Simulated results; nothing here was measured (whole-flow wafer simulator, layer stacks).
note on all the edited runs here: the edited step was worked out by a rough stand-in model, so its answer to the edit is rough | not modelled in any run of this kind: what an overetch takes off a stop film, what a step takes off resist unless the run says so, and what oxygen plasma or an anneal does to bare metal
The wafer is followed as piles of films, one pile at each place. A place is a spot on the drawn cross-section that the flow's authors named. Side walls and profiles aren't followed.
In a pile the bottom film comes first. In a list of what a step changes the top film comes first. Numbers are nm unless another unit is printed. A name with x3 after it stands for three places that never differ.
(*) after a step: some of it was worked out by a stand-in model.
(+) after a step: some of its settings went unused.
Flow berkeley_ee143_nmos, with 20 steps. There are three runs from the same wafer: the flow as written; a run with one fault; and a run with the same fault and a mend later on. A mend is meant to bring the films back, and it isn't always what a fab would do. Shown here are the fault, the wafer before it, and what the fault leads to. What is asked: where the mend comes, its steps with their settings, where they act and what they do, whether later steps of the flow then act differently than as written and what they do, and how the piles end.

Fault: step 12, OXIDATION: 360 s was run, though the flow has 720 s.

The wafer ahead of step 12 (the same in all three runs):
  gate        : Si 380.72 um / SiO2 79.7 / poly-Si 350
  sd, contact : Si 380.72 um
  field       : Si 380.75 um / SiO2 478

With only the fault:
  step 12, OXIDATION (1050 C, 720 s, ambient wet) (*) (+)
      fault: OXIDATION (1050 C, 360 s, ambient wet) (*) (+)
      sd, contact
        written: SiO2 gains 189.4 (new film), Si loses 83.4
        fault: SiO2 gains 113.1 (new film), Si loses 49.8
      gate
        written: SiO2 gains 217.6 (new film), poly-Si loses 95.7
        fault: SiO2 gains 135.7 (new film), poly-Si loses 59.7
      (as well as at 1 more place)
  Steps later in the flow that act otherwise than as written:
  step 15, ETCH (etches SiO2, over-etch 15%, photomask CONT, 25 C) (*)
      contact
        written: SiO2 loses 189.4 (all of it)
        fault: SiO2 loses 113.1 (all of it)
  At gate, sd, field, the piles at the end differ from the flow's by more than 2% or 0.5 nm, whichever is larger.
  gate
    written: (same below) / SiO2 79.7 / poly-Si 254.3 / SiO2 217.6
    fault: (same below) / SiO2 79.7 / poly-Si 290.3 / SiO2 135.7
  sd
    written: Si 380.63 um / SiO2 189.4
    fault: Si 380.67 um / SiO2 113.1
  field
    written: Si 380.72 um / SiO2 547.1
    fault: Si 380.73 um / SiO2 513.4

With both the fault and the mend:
  After step 12 comes the mend.
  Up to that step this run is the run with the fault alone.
  step 12a, OXIDATION (1050 C, 360 s, ambient wet) (*) (+) (the flow's step 12, run once more with other settings)
      sd, contact
        SiO2 gains 76.3, Si loses 33.6
      gate
        SiO2 gains 81.9, poly-Si loses 36.1
      field
        SiO2 gains 33.7, Si loses 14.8
  Every later step of the flow that is run acts as written at every place that is followed.
  At every place that both follow, the piles at the end match the flow's.
